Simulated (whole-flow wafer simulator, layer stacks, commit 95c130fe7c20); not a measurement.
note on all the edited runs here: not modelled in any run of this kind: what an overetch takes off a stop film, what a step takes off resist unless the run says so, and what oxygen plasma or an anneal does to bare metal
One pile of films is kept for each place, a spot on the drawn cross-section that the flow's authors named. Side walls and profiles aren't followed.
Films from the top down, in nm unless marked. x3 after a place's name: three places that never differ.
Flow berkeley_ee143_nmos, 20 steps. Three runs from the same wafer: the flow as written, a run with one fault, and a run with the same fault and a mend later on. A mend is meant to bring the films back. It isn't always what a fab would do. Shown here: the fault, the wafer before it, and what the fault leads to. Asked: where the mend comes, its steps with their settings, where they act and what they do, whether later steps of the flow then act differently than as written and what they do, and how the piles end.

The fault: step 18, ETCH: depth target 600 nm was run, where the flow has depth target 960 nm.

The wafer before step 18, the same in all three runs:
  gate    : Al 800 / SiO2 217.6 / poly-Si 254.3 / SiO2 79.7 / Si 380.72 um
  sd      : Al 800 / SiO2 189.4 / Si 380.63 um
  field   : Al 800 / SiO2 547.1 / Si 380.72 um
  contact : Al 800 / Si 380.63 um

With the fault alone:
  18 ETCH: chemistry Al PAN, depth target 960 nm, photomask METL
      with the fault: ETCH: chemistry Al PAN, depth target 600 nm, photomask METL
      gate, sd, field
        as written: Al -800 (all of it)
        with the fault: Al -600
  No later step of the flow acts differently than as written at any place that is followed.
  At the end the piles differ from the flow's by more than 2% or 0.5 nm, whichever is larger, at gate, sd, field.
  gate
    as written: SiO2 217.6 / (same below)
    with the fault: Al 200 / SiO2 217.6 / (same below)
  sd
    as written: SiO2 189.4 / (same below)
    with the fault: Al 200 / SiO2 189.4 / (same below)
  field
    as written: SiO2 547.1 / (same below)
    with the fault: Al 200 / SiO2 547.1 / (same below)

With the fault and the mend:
  The mend comes after step 18.
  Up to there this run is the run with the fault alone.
  18a ETCH: chemistry Al PAN, depth target 360 nm, photomask METL (the flow's step 18 once more, with other settings)
      gate, sd, field
        Al -200 (all of it)
  No later step of the flow acts differently than as written at any place that is followed.
  At the end the piles are the same as the flow's at every place that both follow.
